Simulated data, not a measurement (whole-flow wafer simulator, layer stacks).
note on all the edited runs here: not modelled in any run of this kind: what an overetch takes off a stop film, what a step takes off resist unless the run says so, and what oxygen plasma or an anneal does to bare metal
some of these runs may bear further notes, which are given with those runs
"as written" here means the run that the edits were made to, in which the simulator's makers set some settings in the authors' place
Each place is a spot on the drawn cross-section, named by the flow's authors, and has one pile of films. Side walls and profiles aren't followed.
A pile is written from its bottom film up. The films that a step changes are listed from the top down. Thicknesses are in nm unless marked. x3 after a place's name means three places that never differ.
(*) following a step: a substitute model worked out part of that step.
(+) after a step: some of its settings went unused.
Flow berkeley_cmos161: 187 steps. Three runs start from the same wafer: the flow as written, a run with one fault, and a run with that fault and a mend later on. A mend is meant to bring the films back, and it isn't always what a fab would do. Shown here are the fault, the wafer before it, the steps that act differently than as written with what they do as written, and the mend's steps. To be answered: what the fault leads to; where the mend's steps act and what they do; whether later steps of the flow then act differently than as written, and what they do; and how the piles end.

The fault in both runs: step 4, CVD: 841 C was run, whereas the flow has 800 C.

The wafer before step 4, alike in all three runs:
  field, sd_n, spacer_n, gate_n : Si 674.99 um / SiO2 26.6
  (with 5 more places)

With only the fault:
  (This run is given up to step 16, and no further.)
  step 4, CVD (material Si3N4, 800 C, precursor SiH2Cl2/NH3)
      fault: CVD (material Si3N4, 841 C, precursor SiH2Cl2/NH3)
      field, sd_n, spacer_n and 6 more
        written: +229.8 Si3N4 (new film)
        fault: +318.4 Si3N4 (new film)
  Steps later in the flow that act otherwise than as written (1 more step, not shown, differs only slightly: by at most 2% or 0.5 nm, whichever is larger):
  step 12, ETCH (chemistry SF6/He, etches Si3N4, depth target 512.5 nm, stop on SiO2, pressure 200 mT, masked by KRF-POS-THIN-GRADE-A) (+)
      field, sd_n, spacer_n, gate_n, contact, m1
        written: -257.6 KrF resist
        fault: -354 KrF resist
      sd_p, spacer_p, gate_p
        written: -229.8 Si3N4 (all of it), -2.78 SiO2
        fault: -318.4 Si3N4 (all of it), -2.78 SiO2
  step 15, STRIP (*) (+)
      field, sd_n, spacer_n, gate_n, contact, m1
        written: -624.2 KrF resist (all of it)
        fault: -528 KrF resist (all of it)
  Once step 16 is done, the piles at field, sd_n, spacer_n, gate_n, contact, m1 depart from the flow's by more than 2% or 0.5 nm, whichever is larger.
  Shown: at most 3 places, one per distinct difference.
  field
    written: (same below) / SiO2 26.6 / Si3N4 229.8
    fault: (same below) / SiO2 26.6 / Si3N4 318.4

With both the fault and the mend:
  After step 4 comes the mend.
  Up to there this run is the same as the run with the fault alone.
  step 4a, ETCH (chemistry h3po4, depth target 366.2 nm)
      field, sd_n, spacer_n and 6 more
        -318.4 Si3N4 (all of it)
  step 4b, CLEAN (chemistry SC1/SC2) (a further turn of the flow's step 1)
      alters no film at any place that is followed
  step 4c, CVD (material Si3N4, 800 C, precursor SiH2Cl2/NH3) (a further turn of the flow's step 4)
      field, sd_n, spacer_n and 6 more
        +229.8 Si3N4 (new film)
  Every later step of the flow that is run acts as written at every place that is followed.
  At every place that both follow, the piles at the end match the flow's.
